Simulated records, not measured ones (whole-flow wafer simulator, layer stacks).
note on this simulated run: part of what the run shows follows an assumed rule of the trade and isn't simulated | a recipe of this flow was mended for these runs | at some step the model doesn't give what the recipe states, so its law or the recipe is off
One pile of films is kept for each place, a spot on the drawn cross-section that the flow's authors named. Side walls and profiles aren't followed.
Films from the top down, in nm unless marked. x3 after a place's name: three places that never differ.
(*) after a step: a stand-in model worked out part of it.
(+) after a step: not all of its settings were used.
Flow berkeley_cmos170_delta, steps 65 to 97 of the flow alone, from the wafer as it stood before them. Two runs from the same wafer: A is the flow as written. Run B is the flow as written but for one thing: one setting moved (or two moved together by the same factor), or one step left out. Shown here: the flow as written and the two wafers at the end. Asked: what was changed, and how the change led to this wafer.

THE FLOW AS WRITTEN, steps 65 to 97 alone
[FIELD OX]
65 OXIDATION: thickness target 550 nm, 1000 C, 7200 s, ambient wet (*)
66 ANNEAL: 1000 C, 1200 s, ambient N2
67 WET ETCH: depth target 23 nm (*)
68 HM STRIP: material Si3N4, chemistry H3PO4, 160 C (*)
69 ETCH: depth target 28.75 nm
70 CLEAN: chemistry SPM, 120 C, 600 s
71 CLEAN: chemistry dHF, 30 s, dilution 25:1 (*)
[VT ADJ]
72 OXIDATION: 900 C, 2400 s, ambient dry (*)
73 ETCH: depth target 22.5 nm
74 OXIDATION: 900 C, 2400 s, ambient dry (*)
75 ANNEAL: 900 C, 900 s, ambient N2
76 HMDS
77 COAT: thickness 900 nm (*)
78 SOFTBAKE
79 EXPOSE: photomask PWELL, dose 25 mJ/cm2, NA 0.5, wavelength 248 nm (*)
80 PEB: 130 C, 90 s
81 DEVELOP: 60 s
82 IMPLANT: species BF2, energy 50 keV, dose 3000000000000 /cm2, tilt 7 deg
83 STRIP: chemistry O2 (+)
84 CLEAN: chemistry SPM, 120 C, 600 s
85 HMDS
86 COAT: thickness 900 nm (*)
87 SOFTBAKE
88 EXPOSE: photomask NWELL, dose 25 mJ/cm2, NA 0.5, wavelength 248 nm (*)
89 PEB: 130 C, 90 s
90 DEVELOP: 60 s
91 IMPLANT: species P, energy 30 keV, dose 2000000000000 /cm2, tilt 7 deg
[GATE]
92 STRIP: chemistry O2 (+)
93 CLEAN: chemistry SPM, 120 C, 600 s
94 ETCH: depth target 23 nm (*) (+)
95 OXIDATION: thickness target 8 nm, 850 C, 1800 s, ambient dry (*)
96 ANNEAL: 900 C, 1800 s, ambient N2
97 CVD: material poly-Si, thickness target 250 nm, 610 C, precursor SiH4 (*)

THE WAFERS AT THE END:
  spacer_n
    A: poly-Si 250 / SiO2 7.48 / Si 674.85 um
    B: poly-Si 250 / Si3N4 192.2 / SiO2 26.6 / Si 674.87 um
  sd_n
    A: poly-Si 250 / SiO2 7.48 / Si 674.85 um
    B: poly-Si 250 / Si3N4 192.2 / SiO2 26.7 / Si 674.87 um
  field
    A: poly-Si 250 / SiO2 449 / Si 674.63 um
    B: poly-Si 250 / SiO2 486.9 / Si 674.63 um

The cause: step 67, WET ETCH: depth target 23 nm (*), was left out.

How the change led to this, step by step:
  68 HM STRIP: material Si3N4, chemistry H3PO4, 160 C (*)
      sd_n, spacer_n, gate, sd_p, spacer_p, gate_p, contact, m1: A Si3N4 -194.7 (all of it), SiO2 -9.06 | B nothing
      field: A SiO2 -15.1 | B nothing
  69 ETCH: depth target 28.75 nm
      spacer_n, gate, spacer_p, gate_p, contact, m1: A SiO2 -17.5 (all of it) | B SiO2 -12.1 (all of it), Si3N4 -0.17
      sd_n, sd_p: A SiO2 -17.6 (all of it) | B SiO2 -12.1 (all of it), Si3N4 -0.17
  70 CLEAN: chemistry SPM, 120 C, 600 s
      sd_n, spacer_n, gate, sd_p, spacer_p, gate_p, contact, m1: A chemical SiO2 +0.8 (new film), Si -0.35 | B nothing
  71 CLEAN: chemistry dHF, 30 s, dilution 25:1 (*)
      sd_n, spacer_n, gate, sd_p, spacer_p, gate_p, contact, m1: A chemical SiO2 -0.8 (all of it) | B Si3N4 -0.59
  72 OXIDATION: 900 C, 2400 s, ambient dry (*)
      sd_n, spacer_n, gate, sd_p, spacer_p, gate_p, contact, m1: A SiO2 +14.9 (new film), Si -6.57 | B nothing
  73 ETCH: depth target 22.5 nm
      sd_n, spacer_n, gate, sd_p, spacer_p, gate_p, contact, m1: A SiO2 -14.9 (all of it) | B Si3N4 -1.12
  74 OXIDATION: 900 C, 2400 s, ambient dry (*)
      sd_n, spacer_n, gate, sd_p, spacer_p, gate_p, contact, m1: A SiO2 +14.9 (new film), Si -6.57 | B nothing
  77 COAT: thickness 900 nm (*)
      field: A KrF-resist +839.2 (new film) | B KrF-resist +886.5 (new film)
      sd_n: A KrF-resist +1019.4 (new film) | B KrF-resist +925.7 (new film)
      (and at 7 more places)
  81 DEVELOP: 60 s
      field: A KrF-resist -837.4 (all of it) | B KrF-resist -884.5 (all of it)
      sd_n: A KrF-resist -1017.1 (all of it) | B KrF-resist -923.6 (all of it)
      (and at 4 more places)
  83 STRIP: chemistry O2 (+)
      sd_p: A KrF-resist -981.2 (all of it) | B KrF-resist -904.5 (all of it)
      spacer_p: A KrF-resist -961.3 (all of it) | B KrF-resist -900.8 (all of it)
      (and at 1 more place)
  86 COAT: thickness 900 nm (*)
      field: A KrF-resist +839.2 (new film) | B KrF-resist +886.5 (new film)
      sd_n: A KrF-resist +1019.4 (new film) | B KrF-resist +925.7 (new film)
      (and at 7 more places)
  90 DEVELOP: 60 s
      sd_p: A KrF-resist -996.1 (all of it) | B KrF-resist -919.4 (all of it)
      spacer_p: A KrF-resist -976.3 (all of it) | B KrF-resist -915.8 (all of it)
      (and at 1 more place)
  92 STRIP: chemistry O2 (+)
      field: A KrF-resist -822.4 (all of it) | B KrF-resist -869.6 (all of it)
      sd_n: A KrF-resist -1002.2 (all of it) | B KrF-resist -908.7 (all of it)
      (and at 4 more places)
  94 ETCH: depth target 23 nm (*) (+)
      sd_n, spacer_n, gate, sd_p, spacer_p, gate_p, contact, m1: A SiO2 -14.9 (all of it) | B Si3N4 -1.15
  95 OXIDATION: thickness target 8 nm, 850 C, 1800 s, ambient dry (*)
      sd_n, spacer_n, gate, sd_p, spacer_p, gate_p, contact, m1: A SiO2 +7.48 (new film), Si -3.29 | B nothing
